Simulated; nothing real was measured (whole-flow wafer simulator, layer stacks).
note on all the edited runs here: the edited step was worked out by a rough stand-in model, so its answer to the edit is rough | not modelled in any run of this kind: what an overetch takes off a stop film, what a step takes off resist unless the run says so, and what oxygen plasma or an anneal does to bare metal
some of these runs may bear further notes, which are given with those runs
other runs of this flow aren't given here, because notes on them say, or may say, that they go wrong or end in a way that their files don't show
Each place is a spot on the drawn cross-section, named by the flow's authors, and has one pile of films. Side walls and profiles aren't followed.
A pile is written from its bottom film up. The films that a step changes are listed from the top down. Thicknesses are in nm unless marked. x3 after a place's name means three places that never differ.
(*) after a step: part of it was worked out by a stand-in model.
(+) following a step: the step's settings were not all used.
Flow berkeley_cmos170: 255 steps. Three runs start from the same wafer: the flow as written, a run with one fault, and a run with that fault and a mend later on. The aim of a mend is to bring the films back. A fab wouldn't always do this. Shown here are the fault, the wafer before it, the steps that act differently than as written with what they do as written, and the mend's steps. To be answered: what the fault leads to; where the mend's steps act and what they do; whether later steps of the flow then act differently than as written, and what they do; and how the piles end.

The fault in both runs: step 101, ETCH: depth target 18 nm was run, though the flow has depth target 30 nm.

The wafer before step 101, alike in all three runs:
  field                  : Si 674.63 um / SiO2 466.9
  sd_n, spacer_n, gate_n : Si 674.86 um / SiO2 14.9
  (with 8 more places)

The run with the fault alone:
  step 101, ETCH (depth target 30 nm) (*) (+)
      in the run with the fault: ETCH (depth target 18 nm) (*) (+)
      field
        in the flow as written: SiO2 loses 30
        in the run with the fault: SiO2 loses 18
  Steps further on in the flow that do not act as written (not shown: 37 more steps that differ only slightly, by at most 2% or 0.5 nm, whichever is larger):
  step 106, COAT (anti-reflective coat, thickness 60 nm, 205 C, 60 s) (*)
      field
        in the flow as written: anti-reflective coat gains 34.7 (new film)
        in the run with the fault: anti-reflective coat gains 35.7 (new film)
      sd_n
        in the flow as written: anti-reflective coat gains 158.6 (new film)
        in the run with the fault: anti-reflective coat gains 171.9 (new film)
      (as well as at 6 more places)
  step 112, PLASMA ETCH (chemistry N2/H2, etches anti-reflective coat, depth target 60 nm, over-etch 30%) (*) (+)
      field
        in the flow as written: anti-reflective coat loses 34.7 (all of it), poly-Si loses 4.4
        in the run with the fault: anti-reflective coat loses 35.7 (all of it), poly-Si loses 4.82
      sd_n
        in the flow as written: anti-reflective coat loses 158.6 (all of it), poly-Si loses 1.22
        in the run with the fault: anti-reflective coat loses 171.9 (all of it), poly-Si loses 1.32
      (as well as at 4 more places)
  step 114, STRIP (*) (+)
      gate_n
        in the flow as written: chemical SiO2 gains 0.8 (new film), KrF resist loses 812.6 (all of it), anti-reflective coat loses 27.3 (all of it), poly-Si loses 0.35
        in the run with the fault: chemical SiO2 gains 0.8 (new film), KrF resist loses 824.6 (all of it), anti-reflective coat loses 24.3 (all of it), poly-Si loses 0.35
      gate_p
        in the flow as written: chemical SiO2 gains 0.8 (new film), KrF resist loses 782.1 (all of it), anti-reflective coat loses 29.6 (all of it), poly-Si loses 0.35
        in the run with the fault: chemical SiO2 gains 0.8 (new film), KrF resist loses 788.5 (all of it), anti-reflective coat loses 28.1 (all of it), poly-Si loses 0.35
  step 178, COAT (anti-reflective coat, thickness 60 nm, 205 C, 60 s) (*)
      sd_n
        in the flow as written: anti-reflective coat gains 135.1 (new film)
        in the run with the fault: anti-reflective coat gains 142.3 (new film)
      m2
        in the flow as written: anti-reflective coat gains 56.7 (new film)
        in the run with the fault: anti-reflective coat gains 55.1 (new film)
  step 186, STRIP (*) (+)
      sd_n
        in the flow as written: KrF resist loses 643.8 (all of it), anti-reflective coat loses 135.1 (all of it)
        in the run with the fault: KrF resist loses 643.1 (all of it), anti-reflective coat loses 142.3 (all of it)
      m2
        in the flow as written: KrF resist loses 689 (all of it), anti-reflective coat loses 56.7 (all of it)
        in the run with the fault: KrF resist loses 693.7 (all of it), anti-reflective coat loses 55.1 (all of it)
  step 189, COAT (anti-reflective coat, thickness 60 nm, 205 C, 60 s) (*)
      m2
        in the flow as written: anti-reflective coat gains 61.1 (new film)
        in the run with the fault: anti-reflective coat gains 59.4 (new film)
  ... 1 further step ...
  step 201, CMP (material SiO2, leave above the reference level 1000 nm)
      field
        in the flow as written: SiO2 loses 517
        in the run with the fault: SiO2 loses 529
  By the end, the piles at field depart from the flow's by more than 2% or 0.5 nm, whichever is larger.
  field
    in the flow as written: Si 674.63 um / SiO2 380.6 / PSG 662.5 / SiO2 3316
    in the run with the fault: Si 674.63 um / SiO2 392.5 / PSG 662.5 / SiO2 3304

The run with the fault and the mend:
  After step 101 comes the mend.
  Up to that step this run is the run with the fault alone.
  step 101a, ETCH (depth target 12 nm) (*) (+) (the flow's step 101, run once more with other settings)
      field
        SiO2 loses 12
  None of the later steps of the flow acts differently than as written at any place that is followed.
  At every place that both follow, the piles at the end match the flow's.
